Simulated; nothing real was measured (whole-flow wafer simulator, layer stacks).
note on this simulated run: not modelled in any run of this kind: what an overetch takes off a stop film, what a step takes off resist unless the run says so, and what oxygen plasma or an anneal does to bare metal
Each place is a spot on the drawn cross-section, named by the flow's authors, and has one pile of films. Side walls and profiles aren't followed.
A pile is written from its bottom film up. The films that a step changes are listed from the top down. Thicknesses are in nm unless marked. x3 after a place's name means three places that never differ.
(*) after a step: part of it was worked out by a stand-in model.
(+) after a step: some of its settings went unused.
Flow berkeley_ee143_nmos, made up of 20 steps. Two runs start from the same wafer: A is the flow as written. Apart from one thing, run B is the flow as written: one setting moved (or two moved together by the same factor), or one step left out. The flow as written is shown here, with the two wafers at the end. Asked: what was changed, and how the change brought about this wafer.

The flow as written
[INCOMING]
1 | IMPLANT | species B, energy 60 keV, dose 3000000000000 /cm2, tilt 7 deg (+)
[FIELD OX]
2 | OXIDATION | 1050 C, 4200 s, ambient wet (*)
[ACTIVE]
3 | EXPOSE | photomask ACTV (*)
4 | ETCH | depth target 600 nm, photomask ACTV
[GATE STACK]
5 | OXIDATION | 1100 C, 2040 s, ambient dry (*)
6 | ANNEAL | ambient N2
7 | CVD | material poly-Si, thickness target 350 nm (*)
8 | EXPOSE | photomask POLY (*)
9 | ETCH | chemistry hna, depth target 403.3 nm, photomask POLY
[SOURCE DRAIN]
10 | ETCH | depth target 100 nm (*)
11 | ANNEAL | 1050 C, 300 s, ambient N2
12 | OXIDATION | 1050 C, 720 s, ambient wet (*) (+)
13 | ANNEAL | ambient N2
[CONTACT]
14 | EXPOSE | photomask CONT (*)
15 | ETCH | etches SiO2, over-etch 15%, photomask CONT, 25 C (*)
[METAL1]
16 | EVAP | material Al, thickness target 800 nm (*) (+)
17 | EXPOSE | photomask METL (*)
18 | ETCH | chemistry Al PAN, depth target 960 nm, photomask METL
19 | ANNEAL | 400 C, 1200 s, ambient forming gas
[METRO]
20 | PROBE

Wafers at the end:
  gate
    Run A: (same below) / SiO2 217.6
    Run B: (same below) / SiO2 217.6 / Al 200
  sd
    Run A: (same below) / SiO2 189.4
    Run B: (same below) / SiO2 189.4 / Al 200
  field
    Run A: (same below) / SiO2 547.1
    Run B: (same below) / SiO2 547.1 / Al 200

The reason: step 18, ETCH: depth target 600 nm was run, whereas the flow has depth target 960 nm.

The path from the change to this, step by step:
  18 | ETCH | chemistry Al PAN, depth target 960 nm, photomask METL
      gate, sd, field: A -800 Al (all of it) | B -600 Al
With metal films that touch counted as one body, gate has 1 body; the flow as written gives 0 bodies.
With metal films that touch counted as one body, sd has 1 body; the flow as written gives 0 bodies.
With metal films that touch counted as one body, field has 1 body; the flow as written gives 0 bodies.
